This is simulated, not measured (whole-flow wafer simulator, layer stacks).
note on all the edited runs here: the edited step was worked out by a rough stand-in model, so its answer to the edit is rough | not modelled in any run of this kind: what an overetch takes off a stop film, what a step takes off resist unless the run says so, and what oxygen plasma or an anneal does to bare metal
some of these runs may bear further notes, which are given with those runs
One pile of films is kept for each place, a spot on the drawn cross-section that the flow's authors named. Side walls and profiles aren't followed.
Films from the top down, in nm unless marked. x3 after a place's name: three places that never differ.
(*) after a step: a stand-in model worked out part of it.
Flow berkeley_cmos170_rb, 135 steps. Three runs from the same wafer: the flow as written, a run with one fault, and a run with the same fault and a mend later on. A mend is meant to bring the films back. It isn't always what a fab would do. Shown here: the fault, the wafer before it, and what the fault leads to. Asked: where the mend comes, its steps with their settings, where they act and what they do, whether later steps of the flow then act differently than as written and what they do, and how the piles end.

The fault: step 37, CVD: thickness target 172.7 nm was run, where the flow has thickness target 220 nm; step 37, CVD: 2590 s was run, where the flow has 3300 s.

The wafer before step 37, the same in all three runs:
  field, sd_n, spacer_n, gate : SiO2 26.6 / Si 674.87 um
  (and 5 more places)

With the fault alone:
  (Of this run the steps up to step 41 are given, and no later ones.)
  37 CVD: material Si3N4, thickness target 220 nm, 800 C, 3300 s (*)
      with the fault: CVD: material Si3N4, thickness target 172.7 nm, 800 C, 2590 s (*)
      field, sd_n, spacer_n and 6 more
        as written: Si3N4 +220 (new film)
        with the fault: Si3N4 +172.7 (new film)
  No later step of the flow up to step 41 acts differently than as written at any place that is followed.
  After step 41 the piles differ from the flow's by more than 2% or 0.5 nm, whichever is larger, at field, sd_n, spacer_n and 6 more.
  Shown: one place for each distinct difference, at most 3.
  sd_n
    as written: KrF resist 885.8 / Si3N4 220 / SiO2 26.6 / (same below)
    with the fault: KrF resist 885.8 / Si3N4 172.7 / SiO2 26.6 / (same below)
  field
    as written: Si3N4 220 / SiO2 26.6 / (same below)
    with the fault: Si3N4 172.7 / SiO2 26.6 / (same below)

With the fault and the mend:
  The mend comes after step 37.
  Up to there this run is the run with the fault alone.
  37a ETCH: chemistry h3po4, depth target 198.9 nm (the flow's step 30 once more, with other settings)
      field, sd_n, spacer_n and 6 more
        Si3N4 -172.7 (all of it)
  37b CLEAN (*)
      changes no film at any place that is followed
  37c CVD: material Si3N4, thickness target 220 nm, 800 C, 3300 s (*) (the flow's step 37 once more)
      field, sd_n, spacer_n and 6 more
        Si3N4 +220 (new film)
  No later step of the flow acts differently than as written at any place that is followed.
  At the end the piles are the same as the flow's at every place that both follow.
